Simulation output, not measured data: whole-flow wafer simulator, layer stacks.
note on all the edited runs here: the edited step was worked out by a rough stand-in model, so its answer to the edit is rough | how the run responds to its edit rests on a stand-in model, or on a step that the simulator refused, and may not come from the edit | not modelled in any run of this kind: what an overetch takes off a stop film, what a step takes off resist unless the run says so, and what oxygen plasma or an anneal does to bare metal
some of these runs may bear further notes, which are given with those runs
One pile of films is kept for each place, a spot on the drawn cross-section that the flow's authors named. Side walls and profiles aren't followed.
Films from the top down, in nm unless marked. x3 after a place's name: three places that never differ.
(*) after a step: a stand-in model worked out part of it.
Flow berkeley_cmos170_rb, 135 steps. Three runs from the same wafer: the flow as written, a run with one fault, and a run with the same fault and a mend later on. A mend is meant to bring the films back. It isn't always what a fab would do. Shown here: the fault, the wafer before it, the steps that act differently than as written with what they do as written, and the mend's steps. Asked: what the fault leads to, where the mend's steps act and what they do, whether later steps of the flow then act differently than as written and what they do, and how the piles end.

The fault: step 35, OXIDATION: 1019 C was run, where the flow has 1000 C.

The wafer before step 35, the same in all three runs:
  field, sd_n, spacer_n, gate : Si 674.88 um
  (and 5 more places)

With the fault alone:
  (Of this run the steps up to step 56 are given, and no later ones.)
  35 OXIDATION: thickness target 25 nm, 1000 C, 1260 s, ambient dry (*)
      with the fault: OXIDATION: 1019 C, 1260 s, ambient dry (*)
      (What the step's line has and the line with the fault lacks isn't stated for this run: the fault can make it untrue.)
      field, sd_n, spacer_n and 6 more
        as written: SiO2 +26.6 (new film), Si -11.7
        with the fault: SiO2 +31.3 (new film), Si -13.8
  Later steps of the flow that act differently than as written:
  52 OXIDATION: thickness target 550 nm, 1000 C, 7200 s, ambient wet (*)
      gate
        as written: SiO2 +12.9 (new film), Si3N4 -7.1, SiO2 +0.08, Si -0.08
        with the fault: SiO2 +12.9 (new film), Si3N4 -7.1
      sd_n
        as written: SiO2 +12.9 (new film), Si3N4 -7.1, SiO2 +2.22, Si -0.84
        with the fault: SiO2 +12.9 (new film), Si3N4 -7.1, SiO2 +4.19, Si -1.67
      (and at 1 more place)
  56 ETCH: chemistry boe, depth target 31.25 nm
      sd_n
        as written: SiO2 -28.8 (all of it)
        with the fault: SiO2 -31.2
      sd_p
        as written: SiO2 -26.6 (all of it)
        with the fault: SiO2 -31.2
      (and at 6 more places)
  After step 56 the piles differ from the flow's by more than 2% or 0.5 nm, whichever is larger, at sd_n, m1.
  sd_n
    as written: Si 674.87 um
    with the fault: SiO2 4.28 / Si 674.87 um
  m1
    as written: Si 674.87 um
    with the fault: SiO2 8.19 / Si 674.86 um

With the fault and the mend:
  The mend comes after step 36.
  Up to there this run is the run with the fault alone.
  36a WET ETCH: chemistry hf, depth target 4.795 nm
      field, sd_n, spacer_n and 6 more
        SiO2 -4.8
  No later step of the flow acts differently than as written, at any place that is followed, by more than 2% or 0.5 nm, whichever is larger.
  At the end the piles differ from the flow's only slightly at the places that both follow, by at most 2% or 0.5 nm, whichever is larger.
